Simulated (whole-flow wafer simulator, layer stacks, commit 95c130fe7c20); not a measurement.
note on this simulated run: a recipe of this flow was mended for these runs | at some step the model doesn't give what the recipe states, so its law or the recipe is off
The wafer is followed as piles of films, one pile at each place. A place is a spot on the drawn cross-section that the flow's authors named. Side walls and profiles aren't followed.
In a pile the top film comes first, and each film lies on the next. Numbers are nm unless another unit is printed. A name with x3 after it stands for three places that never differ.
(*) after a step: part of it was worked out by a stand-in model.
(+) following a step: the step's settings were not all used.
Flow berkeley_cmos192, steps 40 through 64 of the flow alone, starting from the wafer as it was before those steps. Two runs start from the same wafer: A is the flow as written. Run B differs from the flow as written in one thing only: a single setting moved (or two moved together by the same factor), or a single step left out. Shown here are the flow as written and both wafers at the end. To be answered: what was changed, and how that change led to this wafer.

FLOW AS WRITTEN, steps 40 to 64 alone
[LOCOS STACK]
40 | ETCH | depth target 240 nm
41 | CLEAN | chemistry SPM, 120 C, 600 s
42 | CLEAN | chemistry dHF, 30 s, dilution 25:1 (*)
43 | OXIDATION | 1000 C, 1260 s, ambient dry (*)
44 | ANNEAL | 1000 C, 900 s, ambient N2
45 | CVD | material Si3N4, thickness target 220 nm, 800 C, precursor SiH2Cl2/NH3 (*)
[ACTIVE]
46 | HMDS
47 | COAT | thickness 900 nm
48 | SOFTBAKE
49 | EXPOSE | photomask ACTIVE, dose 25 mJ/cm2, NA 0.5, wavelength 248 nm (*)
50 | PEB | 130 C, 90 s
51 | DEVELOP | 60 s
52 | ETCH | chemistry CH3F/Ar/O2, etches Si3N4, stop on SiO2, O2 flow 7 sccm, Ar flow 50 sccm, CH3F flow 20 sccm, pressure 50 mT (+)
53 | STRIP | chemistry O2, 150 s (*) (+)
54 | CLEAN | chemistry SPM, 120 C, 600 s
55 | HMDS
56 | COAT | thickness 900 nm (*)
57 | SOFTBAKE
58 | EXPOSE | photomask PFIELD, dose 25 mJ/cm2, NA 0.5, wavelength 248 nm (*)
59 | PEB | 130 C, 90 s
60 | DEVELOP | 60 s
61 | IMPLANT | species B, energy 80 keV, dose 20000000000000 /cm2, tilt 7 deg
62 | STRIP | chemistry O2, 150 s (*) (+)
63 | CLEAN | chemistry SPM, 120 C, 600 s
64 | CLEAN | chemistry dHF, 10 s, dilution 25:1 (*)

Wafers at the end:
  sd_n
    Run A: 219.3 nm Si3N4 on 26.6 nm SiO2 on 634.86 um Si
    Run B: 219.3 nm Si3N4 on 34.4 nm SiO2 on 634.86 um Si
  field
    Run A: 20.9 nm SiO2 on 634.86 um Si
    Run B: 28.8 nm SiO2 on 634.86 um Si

Cause: step 43, OXIDATION: 1030 C was run, while the flow as written has 1000 C.

Step by step, how the change led to this:
  43 | OXIDATION | 1000 C, 1260 s, ambient dry (*)
      field, sd_n, spacer_n and 6 more: A SiO2 gains 26.6 (new film), Si loses 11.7 | B SiO2 gains 34.4 (new film), Si loses 15.1
